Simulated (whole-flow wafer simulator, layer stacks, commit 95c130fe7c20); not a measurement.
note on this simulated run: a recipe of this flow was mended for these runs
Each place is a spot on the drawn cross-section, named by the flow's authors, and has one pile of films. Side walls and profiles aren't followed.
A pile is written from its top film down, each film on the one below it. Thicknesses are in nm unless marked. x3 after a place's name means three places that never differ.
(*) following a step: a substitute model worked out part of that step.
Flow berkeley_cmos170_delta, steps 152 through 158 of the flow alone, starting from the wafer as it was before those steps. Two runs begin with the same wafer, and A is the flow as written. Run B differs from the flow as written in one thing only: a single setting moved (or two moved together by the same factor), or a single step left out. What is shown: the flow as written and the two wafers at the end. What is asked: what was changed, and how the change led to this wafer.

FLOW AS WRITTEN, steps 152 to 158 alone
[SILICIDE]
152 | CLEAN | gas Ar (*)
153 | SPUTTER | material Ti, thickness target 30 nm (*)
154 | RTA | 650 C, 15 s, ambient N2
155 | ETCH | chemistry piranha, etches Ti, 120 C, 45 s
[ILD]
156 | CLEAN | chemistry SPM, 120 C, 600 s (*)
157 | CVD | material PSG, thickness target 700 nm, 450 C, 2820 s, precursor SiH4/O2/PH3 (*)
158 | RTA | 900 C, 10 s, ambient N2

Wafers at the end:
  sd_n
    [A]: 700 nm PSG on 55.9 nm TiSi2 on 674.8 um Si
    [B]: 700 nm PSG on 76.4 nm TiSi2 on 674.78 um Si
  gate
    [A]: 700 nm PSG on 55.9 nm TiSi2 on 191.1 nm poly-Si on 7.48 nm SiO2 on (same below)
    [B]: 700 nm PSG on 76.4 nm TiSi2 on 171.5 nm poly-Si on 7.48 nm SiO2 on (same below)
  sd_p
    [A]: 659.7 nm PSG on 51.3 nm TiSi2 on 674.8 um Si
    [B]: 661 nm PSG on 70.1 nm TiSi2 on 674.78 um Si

Cause: step 153, SPUTTER: thickness target 41 nm was run, while the flow as written has thickness target 30 nm; step 155, ETCH: 61 s was run, where the flow has 45 s.

How this came from the change, step by step:
  153 | SPUTTER | material Ti, thickness target 30 nm (*)
      field, sd_n, spacer_n, gate, spacer_p, gate_p, contact x2: A +30 Ti (new film) | B +41 Ti (new film)
      sd_p: A +27.5 Ti (new film) | B +37.6 Ti (new film)
  154 | RTA | 650 C, 15 s, ambient N2
      sd_n, contact x2: A -23.4 Ti, +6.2 TiSi first (new film), +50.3 TiSi2 C49 (new film), -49 Si | B -32 Ti, +30.8 TiSi first (new film), +35.6 TiSi2 C49 (new film), -52.2 Si
      gate, gate_p: A -23.4 Ti, +6.2 TiSi first (new film), +50.3 TiSi2 C49 (new film), -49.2 poly-Si | B -32 Ti, +30.8 TiSi first (new film), +35.6 TiSi2 C49 (new film), -52.4 poly-Si
      (and at 1 other place as well)
  155 | ETCH | chemistry piranha, etches Ti, 120 C, 45 s
      sd_n, gate, gate_p, contact x2: A -6.6 Ti (all of it), -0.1 TiSi first | B -9.02 Ti (all of it), -0.14 TiSi first
      field, spacer_n, spacer_p: A -30 Ti (all of it) | B -41 Ti (all of it)
      (and at 1 other place as well)
  158 | RTA | 900 C, 10 s, ambient N2
      sd_n, contact x2: A under 1 film: +55.9 TiSi2 (new film), -6.09 TiSi first (all of it), -50.3 TiSi2 C49 (all of it), -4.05 Si | B under 1 film: +76.4 TiSi2 (new film), -30.6 TiSi first (all of it), -35.6 TiSi2 C49 (all of it), -20.3 Si
      gate, gate_p: A under 1 film: +55.9 TiSi2 (new film), -6.09 TiSi first (all of it), -50.3 TiSi2 C49 (all of it), -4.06 poly-Si | B under 1 film: +76.4 TiSi2 (new film), -30.6 TiSi first (all of it), -35.6 TiSi2 C49 (all of it), -20.4 poly-Si
      (and at 1 other place as well)
